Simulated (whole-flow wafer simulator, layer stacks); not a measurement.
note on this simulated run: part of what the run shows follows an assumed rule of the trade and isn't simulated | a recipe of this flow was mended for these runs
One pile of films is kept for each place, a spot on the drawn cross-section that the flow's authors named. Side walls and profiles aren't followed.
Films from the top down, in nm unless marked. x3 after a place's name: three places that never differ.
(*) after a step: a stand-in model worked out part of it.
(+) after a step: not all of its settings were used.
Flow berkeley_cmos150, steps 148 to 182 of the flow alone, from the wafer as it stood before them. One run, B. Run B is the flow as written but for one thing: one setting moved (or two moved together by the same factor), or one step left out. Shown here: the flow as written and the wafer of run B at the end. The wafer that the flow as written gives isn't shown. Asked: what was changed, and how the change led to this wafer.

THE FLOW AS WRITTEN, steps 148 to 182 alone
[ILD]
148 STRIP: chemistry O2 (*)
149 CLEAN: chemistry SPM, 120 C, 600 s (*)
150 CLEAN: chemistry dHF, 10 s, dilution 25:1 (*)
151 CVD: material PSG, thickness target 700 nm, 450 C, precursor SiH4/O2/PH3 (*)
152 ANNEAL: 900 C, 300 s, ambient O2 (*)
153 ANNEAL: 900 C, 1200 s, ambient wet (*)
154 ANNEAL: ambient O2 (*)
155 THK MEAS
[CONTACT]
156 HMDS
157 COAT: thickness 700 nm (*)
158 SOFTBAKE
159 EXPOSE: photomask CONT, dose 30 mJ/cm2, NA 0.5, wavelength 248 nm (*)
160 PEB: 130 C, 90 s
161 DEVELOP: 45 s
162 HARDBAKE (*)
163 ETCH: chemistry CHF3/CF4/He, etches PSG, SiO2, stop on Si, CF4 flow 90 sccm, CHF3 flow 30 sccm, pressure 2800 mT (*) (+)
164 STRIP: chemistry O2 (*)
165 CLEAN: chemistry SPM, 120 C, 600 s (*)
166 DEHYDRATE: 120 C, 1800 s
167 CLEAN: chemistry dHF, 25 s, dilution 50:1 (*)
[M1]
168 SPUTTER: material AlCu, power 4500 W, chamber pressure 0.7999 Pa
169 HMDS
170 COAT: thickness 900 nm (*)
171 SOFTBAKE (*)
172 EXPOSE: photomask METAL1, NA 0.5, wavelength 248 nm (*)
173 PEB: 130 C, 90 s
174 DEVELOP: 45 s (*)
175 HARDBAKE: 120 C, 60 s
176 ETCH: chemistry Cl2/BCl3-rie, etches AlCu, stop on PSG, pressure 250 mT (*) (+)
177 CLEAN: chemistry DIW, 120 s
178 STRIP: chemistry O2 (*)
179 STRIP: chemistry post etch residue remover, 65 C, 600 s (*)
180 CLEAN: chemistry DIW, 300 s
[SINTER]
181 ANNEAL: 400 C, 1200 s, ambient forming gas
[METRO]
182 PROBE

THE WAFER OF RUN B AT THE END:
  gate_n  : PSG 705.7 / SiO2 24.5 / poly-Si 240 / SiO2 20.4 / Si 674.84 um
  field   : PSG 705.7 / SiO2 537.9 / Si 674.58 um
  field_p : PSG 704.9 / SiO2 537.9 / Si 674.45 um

The cause: step 151, CVD: thickness target 805 nm was run, where the flow has thickness target 700 nm.

How the change led to this, step by step:
  151 CVD: material PSG, thickness target 700 nm, 450 C, precursor SiH4/O2/PH3 (*)
      field, field_p, sd_n, gate_n, gate_p, contact, m1: PSG +805 (new film) (as written it would be: PSG +700 (new film))
      sd_p: PSG +785 (new film) (as written it would be: PSG +639.5 (new film))
  153 ANNEAL: 900 C, 1200 s, ambient wet (*)
      sd_n, contact, m1: PSG -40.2, SiO2 +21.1, Si -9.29 (as written it would be: PSG -35, SiO2 +22.8, Si -10)
      field, field_p: PSG -40.2, SiO2 +15.4, Si -6.77 (as written it would be: PSG -35, SiO2 +16.3, Si -7.15)
      (and at 3 more places)
  157 COAT: thickness 700 nm (*)
      sd_p: KrF-resist +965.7 (new film) (as written it would be: KrF-resist +1000.3 (new film))
  163 ETCH: chemistry CHF3/CF4/He, etches PSG, SiO2, stop on Si, CF4 flow 90 sccm, CHF3 flow 30 sccm, pressure 2800 mT (*) (+)
      field, field_p, sd_n, gate_n, sd_p, gate_p, m1: KrF-resist -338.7 (as written it would be: KrF-resist -303.7)
      contact: PSG -764.8 (all of it), SiO2 -36.4 (all of it), Si -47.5 (as written it would be: PSG -665 (all of it), SiO2 -38.1 (all of it), Si -47.5)
  164 STRIP: chemistry O2 (*)
      field: KrF-resist -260 (all of it) (as written it would be: KrF-resist -294.5 (all of it))
      field_p: KrF-resist -363.9 (all of it) (as written it would be: KrF-resist -397.1 (all of it))
      (and at 5 more places)
  168 SPUTTER: material AlCu, power 4500 W, chamber pressure 0.7999 Pa
      sd_p: AlCu +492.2 (new film) (as written it would be: AlCu +471.4 (new film))
      contact: AlCu +421.1 (new film) (as written it would be: AlCu +443.6 (new film))
  170 COAT: thickness 900 nm (*)
      sd_p: thick-KrF-resist +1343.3 (new film) (as written it would be: thick-KrF-resist +1400.4 (new film))
      contact: thick-KrF-resist +1811.6 (new film) (as written it would be: thick-KrF-resist +1720.1 (new film))
  174 DEVELOP: 45 s (*)
      sd_p: thick-KrF-resist -1339.9 (all of it), AlCu -10 (as written it would be: thick-KrF-resist -1396.9 (all of it), AlCu -10)
  175 HARDBAKE: 120 C, 60 s
      contact: thick-KrF-resist -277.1 (as written it would be: thick-KrF-resist -263.1)
  176 ETCH: chemistry Cl2/BCl3-rie, etches AlCu, stop on PSG, pressure 250 mT (*) (+)
      sd_p: AlCu -482.2 (all of it), PSG -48 (as written it would be: AlCu -461.4 (all of it), PSG -50.6)
  178 STRIP: chemistry O2 (*)
      contact: thick-KrF-resist -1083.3 (all of it) (as written it would be: thick-KrF-resist -1006.2 (all of it))
      m1: thick-KrF-resist -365 (all of it) (as written it would be: thick-KrF-resist -373.8 (all of it))
